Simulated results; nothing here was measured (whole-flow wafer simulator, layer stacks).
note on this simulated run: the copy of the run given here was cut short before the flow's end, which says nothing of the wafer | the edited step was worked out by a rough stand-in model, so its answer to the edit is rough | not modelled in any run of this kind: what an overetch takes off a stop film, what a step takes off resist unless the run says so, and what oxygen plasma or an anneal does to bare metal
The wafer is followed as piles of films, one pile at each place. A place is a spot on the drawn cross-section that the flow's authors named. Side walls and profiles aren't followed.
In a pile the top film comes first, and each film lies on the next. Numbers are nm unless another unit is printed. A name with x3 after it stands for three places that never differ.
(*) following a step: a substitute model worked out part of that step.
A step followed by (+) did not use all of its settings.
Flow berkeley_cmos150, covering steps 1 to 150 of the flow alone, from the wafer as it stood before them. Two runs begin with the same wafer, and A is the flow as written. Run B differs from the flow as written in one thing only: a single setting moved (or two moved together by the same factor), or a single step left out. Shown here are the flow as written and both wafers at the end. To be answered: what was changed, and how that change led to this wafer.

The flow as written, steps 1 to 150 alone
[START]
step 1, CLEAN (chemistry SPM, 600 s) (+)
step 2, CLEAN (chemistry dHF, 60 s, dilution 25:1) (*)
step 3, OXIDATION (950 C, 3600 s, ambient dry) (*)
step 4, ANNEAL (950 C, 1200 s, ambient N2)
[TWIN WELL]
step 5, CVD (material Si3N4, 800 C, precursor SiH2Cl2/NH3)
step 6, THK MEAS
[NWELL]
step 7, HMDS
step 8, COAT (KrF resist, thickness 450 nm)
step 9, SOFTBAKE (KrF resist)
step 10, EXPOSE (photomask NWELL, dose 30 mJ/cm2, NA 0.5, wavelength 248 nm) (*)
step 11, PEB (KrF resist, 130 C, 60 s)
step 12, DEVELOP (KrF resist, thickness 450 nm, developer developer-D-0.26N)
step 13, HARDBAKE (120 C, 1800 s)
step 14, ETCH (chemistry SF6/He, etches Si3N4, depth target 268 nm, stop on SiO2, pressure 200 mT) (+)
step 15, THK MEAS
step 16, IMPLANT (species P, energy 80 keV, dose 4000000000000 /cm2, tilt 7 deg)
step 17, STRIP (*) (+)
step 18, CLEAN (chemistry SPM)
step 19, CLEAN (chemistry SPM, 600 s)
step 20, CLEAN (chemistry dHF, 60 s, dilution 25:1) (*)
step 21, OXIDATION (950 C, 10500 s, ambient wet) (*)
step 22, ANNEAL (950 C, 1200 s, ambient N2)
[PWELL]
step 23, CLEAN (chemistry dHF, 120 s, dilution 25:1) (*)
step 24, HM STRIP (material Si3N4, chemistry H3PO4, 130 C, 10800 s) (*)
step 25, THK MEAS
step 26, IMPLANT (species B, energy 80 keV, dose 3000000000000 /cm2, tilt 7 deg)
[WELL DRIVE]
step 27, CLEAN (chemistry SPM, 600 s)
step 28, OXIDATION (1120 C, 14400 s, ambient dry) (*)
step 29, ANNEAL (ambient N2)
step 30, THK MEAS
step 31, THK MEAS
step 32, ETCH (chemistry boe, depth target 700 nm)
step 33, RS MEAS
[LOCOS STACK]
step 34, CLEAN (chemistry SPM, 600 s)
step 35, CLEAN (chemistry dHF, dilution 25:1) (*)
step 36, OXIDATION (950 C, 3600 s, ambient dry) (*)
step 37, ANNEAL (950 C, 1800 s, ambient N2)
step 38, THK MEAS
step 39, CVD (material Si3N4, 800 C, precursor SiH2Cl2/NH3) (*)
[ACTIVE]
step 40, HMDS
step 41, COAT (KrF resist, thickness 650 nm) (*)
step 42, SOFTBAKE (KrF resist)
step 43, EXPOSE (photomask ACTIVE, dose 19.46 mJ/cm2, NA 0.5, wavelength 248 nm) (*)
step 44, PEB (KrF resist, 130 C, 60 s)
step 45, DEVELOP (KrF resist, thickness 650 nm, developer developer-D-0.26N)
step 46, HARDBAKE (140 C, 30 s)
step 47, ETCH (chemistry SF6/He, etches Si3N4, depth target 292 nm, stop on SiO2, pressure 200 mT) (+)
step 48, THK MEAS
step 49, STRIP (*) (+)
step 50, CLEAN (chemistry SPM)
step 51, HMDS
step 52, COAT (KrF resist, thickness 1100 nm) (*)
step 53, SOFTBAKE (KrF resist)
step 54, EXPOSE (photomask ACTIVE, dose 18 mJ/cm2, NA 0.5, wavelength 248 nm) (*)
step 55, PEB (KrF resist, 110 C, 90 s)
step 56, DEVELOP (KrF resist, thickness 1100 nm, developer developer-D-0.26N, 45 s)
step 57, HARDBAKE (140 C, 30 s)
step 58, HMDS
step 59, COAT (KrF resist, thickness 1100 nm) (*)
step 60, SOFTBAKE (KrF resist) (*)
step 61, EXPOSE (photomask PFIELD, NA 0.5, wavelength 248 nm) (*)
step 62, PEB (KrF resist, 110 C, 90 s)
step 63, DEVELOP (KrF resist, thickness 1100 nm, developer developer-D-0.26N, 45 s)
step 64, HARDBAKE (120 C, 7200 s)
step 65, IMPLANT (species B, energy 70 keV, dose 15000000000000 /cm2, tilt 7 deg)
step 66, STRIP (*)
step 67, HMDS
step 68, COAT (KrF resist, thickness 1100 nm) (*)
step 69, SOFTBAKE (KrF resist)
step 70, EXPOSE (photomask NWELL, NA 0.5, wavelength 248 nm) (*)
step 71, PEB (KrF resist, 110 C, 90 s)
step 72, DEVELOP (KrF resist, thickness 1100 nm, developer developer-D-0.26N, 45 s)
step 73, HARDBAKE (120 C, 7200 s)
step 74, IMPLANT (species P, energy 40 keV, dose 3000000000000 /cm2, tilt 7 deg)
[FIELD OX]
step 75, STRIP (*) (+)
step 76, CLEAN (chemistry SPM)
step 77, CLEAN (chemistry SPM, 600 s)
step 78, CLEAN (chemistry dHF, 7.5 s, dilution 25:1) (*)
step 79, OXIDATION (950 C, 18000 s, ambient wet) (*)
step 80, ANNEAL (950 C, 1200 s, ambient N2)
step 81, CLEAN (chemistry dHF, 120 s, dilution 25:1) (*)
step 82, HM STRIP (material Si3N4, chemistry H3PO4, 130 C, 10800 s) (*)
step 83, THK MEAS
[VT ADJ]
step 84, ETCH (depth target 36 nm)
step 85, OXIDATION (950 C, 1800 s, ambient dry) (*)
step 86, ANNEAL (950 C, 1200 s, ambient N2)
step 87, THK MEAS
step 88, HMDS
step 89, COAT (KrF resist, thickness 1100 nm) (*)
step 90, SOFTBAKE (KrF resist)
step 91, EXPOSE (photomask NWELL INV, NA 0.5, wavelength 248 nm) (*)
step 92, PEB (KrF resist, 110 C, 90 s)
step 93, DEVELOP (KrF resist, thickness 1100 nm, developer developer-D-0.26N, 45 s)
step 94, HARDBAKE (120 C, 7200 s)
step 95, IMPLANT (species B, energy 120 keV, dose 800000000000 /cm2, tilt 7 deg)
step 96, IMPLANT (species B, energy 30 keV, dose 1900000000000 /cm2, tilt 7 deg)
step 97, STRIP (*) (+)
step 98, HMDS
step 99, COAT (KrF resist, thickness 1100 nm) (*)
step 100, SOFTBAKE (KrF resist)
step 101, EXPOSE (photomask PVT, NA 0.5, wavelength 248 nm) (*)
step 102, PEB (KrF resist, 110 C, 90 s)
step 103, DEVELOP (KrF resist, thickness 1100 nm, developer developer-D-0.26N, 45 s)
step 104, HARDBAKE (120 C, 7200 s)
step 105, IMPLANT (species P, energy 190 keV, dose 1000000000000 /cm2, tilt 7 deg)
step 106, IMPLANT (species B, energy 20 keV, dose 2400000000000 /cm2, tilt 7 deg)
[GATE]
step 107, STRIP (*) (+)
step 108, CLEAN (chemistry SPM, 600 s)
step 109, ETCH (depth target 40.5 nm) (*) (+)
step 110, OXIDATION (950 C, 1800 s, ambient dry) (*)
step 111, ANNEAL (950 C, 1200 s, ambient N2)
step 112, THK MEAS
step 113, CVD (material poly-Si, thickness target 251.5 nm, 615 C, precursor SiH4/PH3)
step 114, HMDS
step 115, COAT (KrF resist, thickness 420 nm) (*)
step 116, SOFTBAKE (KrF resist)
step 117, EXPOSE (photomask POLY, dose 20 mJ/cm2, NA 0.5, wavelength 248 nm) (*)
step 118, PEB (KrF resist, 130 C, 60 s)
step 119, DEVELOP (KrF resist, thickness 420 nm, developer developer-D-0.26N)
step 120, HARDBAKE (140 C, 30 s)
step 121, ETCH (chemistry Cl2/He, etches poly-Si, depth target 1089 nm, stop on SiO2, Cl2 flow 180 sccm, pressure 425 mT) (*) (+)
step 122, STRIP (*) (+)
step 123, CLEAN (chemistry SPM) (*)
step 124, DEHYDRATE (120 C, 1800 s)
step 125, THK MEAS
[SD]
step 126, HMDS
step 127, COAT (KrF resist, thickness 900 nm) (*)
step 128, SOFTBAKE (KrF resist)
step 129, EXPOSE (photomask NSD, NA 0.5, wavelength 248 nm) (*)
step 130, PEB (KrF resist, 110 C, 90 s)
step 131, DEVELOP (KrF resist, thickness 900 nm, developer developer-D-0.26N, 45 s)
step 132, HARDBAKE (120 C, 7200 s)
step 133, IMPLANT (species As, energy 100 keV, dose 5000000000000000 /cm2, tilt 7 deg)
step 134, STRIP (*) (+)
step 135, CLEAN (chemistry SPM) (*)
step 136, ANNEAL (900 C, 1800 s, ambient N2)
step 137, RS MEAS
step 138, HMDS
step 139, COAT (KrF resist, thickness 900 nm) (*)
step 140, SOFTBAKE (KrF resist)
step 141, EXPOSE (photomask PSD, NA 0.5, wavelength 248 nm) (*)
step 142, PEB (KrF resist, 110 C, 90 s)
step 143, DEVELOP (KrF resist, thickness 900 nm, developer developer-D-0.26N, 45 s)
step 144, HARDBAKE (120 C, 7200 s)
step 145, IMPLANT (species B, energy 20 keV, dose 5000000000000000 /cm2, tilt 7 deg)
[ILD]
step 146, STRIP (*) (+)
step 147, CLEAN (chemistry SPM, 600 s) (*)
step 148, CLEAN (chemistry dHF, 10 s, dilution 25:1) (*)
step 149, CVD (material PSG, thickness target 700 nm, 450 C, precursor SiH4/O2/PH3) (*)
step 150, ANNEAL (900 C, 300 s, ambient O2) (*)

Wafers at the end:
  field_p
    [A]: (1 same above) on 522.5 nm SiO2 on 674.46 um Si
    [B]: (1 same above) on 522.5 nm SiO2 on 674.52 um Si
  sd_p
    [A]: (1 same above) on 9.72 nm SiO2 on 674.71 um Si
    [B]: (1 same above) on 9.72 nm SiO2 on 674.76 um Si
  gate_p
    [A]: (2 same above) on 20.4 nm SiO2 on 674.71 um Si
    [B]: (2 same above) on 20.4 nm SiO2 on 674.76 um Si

What caused this: step 21, OXIDATION: 902 C was run, though the flow has 950 C.

The path from the change to this, step by step:
  step 21, OXIDATION (950 C, 10500 s, ambient wet) (*)
      field, sd_n, gate_n, contact, m1: A SiO2 gains 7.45 (new film), Si3N4 loses 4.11 | B SiO2 gains 3.35 (new film), Si3N4 loses 1.85
      field_p, sd_p, gate_p: A SiO2 gains 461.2, Si loses 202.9 | B SiO2 gains 293.3, Si loses 129
  step 23, CLEAN (chemistry dHF, 120 s, dilution 25:1) (*)
      field, sd_n, gate_n, contact, m1: A SiO2 loses 7.45 (all of it), Si3N4 loses 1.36 | B SiO2 loses 3.35 (all of it), Si3N4 loses 1.72
  step 28, OXIDATION (1120 C, 14400 s, ambient dry) (*)
      field_p, sd_p, gate_p: A SiO2 gains 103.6, Si loses 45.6 | B SiO2 gains 140.2, Si loses 61.7
  step 32, ETCH (chemistry boe, depth target 700 nm)
      field_p, sd_p, gate_p: A SiO2 loses 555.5 (all of it) | B SiO2 loses 424.2 (all of it)
  step 41, COAT (KrF resist, thickness 650 nm) (*)
      field: A KrF resist gains 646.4 (new film) | B KrF resist gains 630.5 (new film)
      field_p: A KrF resist gains 715.2 (new film) | B KrF resist gains 687.1 (new film)
      (as well as at 2 more places)
  step 45, DEVELOP (KrF resist, thickness 650 nm, developer developer-D-0.26N)
      field: A KrF resist loses 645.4 (all of it) | B KrF resist loses 629.5 (all of it)
      field_p: A KrF resist loses 714.1 (all of it) | B KrF resist loses 686 (all of it)
  step 46, HARDBAKE (140 C, 30 s)
      sd_p: A KrF resist loses 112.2 | B KrF resist loses 109.1
      gate_p: A KrF resist loses 111.5 | B KrF resist loses 108.7
  step 49, STRIP (*) (+)
      sd_p: A KrF resist loses 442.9 (all of it) | B KrF resist loses 427.5 (all of it)
      gate_p: A KrF resist loses 439.2 (all of it) | B KrF resist loses 425.4 (all of it)
  step 52, COAT (KrF resist, thickness 1100 nm) (*)
      field_p: A KrF resist gains 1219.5 (new film) | B KrF resist gains 1183.6 (new film)
      sd_p: A KrF resist gains 1111.6 (new film) | B KrF resist gains 1082.6 (new film)
      (as well as at 1 more place)
  step 56, DEVELOP (KrF resist, thickness 1100 nm, developer developer-D-0.26N, 45 s)
      field_p: A KrF resist loses 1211 (all of it) | B KrF resist loses 1175.4 (all of it)
  step 57, HARDBAKE (140 C, 30 s)
      sd_p: A KrF resist loses 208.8 | B KrF resist loses 203.2
      gate_p: A KrF resist loses 209.5 | B KrF resist loses 204.3
  step 59, COAT (KrF resist, thickness 1100 nm) (*)
      field_p: A KrF resist gains 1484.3 (new film) | B KrF resist gains 1445.3 (new film)
  step 64, HARDBAKE (120 C, 7200 s)
      field_p: A KrF resist loses 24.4 | B KrF resist loses 23.7
  step 66, STRIP (*)
      field_p: A KrF resist loses 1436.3 (all of it) | B KrF resist loses 1398.3 (all of it)
      sd_p: A KrF resist loses 1525.1 (all of it) | B KrF resist loses 1489.4 (all of it)
      (as well as at 1 more place)
  step 68, COAT (KrF resist, thickness 1100 nm) (*)
      field_p: A KrF resist gains 1219.5 (new film) | B KrF resist gains 1183.6 (new film)
      sd_p: A KrF resist gains 1111.6 (new film) | B KrF resist gains 1082.6 (new film)
      (as well as at 1 more place)
  step 72, DEVELOP (KrF resist, thickness 1100 nm, developer developer-D-0.26N, 45 s)
      field_p: A KrF resist loses 1211 (all of it) | B KrF resist loses 1175.4 (all of it)
      sd_p: A KrF resist loses 1103.9 (all of it) | B KrF resist loses 1075.1 (all of it)
      (as well as at 1 more place)
  ... 15 further steps ...
  step 146, STRIP (*) (+)
      field_p: A KrF resist loses 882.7 (all of it) | B KrF resist loses 850 (all of it)
